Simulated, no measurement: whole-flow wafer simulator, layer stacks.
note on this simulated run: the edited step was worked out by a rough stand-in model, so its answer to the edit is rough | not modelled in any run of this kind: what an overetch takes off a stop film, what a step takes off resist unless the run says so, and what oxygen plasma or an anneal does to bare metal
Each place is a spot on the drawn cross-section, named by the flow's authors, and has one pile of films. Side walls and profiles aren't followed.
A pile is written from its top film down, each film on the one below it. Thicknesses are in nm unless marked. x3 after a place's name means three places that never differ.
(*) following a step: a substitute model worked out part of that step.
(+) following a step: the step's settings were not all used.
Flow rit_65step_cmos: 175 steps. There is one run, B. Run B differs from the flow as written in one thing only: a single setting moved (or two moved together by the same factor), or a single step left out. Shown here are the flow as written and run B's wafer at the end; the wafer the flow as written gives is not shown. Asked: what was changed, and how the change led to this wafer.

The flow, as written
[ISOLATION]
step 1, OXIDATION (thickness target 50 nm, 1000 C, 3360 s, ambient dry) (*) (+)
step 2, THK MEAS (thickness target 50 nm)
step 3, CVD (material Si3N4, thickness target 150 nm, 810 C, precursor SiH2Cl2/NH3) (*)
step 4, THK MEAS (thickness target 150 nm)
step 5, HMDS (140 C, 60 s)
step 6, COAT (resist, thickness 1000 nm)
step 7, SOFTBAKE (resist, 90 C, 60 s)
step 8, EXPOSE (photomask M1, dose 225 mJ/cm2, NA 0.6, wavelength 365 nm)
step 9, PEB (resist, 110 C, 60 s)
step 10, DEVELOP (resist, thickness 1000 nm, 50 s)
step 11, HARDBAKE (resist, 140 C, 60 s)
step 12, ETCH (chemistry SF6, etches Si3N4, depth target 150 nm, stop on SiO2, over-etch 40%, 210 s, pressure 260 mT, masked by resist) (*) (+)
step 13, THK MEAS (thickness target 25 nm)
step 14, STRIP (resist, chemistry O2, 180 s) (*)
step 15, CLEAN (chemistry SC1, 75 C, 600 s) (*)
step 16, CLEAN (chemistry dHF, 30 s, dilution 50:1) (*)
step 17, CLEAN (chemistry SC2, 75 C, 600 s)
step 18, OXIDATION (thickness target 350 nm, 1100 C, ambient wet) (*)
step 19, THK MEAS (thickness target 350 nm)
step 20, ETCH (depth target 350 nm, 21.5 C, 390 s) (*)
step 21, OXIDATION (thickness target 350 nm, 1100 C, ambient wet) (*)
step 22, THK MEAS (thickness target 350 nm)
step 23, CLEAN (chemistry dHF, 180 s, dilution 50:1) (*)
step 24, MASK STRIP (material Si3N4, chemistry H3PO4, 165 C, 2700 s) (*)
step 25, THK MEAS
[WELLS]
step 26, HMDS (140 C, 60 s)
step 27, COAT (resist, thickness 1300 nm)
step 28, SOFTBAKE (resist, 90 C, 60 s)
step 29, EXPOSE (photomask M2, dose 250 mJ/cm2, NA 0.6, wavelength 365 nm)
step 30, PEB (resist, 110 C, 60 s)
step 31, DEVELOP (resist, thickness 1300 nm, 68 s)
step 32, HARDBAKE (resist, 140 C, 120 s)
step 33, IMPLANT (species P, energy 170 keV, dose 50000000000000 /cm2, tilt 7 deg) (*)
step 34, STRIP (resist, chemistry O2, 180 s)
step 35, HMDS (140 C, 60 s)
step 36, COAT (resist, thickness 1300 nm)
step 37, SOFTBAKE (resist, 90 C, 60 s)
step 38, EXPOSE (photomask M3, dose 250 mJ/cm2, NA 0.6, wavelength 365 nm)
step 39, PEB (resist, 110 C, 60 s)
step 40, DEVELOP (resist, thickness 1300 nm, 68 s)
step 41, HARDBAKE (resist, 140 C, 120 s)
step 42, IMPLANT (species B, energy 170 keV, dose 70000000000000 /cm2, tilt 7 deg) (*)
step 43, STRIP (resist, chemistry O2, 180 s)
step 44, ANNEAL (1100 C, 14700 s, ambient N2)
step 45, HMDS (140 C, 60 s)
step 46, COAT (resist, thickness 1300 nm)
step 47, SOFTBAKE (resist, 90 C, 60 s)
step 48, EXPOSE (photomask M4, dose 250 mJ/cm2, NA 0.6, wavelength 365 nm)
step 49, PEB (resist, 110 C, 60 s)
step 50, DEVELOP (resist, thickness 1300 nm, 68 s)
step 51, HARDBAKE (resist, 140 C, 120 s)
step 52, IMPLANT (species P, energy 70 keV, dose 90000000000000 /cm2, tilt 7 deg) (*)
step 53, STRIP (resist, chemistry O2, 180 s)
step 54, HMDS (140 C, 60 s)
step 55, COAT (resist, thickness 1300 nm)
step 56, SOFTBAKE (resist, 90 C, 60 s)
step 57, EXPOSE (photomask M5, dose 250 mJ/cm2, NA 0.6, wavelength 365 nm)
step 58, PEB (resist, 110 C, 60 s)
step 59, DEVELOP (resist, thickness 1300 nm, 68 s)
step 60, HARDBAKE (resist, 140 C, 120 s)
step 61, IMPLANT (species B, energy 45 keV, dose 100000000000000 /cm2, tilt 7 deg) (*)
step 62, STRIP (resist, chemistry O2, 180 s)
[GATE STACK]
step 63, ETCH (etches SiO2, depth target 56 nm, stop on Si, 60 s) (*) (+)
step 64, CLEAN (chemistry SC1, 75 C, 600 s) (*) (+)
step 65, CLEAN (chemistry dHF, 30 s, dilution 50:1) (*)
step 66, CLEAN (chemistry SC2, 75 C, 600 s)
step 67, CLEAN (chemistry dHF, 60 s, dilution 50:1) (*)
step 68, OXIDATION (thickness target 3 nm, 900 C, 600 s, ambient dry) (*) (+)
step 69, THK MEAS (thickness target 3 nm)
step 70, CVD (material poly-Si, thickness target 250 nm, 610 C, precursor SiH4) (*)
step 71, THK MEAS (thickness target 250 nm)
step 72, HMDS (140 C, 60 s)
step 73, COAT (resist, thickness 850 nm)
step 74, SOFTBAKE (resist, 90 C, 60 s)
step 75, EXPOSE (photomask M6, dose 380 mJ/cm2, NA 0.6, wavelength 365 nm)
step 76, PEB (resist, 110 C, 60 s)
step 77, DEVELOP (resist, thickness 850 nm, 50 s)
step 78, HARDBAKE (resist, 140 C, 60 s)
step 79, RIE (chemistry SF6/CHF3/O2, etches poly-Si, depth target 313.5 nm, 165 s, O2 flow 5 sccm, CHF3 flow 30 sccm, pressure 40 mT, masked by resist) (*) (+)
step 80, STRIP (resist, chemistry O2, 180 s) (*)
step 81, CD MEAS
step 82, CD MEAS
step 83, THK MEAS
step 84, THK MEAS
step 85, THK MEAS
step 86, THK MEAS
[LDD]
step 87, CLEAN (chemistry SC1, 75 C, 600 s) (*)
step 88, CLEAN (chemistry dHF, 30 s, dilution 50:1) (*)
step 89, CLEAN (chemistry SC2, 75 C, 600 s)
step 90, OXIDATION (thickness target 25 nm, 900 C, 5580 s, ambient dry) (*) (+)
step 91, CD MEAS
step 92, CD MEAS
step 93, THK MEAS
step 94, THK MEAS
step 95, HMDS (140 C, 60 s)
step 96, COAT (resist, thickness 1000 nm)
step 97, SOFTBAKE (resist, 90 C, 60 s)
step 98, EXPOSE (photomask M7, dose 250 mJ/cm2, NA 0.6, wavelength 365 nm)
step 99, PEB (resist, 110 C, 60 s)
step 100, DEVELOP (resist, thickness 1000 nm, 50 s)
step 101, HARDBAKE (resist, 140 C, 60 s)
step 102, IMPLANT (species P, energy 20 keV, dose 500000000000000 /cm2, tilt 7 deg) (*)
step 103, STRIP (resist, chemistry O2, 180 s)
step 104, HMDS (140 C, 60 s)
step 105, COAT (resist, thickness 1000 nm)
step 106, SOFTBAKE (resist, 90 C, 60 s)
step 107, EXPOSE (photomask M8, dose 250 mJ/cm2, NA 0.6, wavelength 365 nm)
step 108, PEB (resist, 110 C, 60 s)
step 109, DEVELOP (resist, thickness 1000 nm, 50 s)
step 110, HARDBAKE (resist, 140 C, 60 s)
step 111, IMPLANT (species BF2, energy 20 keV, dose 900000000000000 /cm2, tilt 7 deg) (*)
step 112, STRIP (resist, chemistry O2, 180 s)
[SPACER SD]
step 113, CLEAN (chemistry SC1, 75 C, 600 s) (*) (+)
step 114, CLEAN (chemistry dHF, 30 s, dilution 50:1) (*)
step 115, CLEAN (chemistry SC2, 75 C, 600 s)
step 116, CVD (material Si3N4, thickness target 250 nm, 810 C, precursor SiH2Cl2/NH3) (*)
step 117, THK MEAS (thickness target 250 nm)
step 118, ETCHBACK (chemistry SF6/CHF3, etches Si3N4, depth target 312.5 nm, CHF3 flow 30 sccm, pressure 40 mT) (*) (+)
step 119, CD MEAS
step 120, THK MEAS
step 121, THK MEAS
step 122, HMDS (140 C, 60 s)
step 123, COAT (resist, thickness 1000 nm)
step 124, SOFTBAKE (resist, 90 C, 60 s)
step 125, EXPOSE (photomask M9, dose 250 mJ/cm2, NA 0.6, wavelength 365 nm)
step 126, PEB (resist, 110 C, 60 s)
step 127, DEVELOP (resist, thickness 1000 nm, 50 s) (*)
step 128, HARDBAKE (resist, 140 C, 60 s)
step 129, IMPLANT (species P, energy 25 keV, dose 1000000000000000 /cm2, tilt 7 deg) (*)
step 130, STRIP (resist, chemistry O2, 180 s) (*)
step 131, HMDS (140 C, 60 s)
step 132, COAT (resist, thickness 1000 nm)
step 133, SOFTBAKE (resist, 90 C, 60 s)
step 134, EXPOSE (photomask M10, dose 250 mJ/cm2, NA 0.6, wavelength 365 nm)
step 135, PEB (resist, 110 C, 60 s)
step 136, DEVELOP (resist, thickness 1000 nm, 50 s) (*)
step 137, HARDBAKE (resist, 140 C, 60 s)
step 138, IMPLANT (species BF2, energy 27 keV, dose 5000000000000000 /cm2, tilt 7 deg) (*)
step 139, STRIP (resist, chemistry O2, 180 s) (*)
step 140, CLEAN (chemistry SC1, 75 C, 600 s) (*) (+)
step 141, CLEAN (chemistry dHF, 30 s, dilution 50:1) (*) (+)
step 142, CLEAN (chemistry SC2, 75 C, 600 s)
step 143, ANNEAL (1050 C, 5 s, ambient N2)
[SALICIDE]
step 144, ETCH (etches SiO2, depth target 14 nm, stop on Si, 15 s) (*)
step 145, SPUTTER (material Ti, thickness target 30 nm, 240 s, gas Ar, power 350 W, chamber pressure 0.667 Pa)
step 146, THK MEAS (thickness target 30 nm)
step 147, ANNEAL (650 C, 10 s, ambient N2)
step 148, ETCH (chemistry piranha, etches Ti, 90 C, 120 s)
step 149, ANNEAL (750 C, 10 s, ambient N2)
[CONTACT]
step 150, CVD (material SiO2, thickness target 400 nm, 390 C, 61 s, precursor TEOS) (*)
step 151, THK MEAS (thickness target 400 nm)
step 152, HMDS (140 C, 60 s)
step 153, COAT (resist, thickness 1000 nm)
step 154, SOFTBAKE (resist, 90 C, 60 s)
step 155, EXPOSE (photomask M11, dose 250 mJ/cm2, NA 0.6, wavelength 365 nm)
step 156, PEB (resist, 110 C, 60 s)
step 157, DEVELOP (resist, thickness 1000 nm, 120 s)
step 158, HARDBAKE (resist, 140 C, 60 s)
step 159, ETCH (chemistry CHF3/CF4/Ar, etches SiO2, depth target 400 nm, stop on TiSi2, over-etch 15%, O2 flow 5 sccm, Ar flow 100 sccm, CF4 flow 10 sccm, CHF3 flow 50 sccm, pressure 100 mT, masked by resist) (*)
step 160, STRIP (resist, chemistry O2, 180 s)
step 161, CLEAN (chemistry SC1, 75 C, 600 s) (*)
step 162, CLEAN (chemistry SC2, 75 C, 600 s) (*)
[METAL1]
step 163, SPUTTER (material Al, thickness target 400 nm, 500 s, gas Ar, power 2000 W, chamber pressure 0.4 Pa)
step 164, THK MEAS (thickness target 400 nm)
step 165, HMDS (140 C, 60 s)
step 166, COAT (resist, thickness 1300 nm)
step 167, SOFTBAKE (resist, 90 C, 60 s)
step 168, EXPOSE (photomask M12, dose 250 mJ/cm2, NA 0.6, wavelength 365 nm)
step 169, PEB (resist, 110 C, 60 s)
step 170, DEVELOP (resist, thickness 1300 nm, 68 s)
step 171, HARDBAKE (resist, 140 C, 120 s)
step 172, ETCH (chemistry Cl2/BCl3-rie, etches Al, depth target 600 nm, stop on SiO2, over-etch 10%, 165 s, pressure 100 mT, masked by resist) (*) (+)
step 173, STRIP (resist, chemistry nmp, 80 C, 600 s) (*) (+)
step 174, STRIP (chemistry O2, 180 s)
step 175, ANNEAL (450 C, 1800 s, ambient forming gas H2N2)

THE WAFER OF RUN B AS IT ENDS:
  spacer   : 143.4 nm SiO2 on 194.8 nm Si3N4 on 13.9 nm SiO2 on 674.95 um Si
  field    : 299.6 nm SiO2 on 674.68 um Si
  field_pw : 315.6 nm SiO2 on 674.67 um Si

Cause: step 150, CVD: thickness target 180 nm was run, whereas the flow has thickness target 400 nm.

Step by step, how the change led to this:
  step 150, CVD (material SiO2, thickness target 400 nm, 390 C, 61 s, precursor TEOS) (*)
      field, field_pw, field_nw, field_p: SiO2 gains 180 (as written it would have been: SiO2 gains 400)
      spacer, spacer_p: SiO2 gains 180 (new film) (as written it would have been: SiO2 gains 400 (new film))
      (as well as at 2 more places)
  step 159, ETCH (chemistry CHF3/CF4/Ar, etches SiO2, depth target 400 nm, stop on TiSi2, over-etch 15%, O2 flow 5 sccm, Ar flow 100 sccm, CF4 flow 10 sccm, CHF3 flow 50 sccm, pressure 100 mT, masked by resist) (*)
      field, field_pw, field_nw, field_p, gate_n, gate_p, spacer, spacer_p: resist loses 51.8 (as written it would have been: resist loses 115)
  step 160, STRIP (resist, chemistry O2, 180 s)
      field: resist loses 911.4 (all of it) (as written it would have been: resist loses 851 (all of it))
      field_pw: resist loses 881.4 (all of it) (as written it would have been: resist loses 820.1 (all of it))
      (as well as at 6 more places)
  step 163, SPUTTER (material Al, thickness target 400 nm, 500 s, gas Ar, power 2000 W, chamber pressure 0.4 Pa)
      gate_n, gate_p: Al gains 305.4 (new film) (as written it would have been: Al gains 396 (new film))
  step 166, COAT (resist, thickness 1300 nm)
      gate_n: resist gains 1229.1 (new film) (as written it would have been: resist gains 1131.7 (new film))
      gate_p: resist gains 1231.2 (new film) (as written it would have been: resist gains 1135.6 (new film))
  step 169, PEB (resist, 110 C, 60 s)
      gate_n: resist loses 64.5 (as written it would have been: resist loses 59.1)
      gate_p: resist loses 64.6 (as written it would have been: resist loses 59.3)
  step 170, DEVELOP (resist, thickness 1300 nm, 68 s)
      gate_n: resist loses 1164.6 (all of it) (as written it would have been: resist loses 1072.6 (all of it))
      gate_p: resist loses 1166.6 (all of it) (as written it would have been: resist loses 1076.3 (all of it))
  step 172, ETCH (chemistry Cl2/BCl3-rie, etches Al, depth target 600 nm, stop on SiO2, over-etch 10%, 165 s, pressure 100 mT, masked by resist) (*) (+)
      gate_n, gate_p: Al loses 305.4 (all of it), SiO2 loses 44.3 (as written it would have been: Al loses 396 (all of it), SiO2 loses 33)
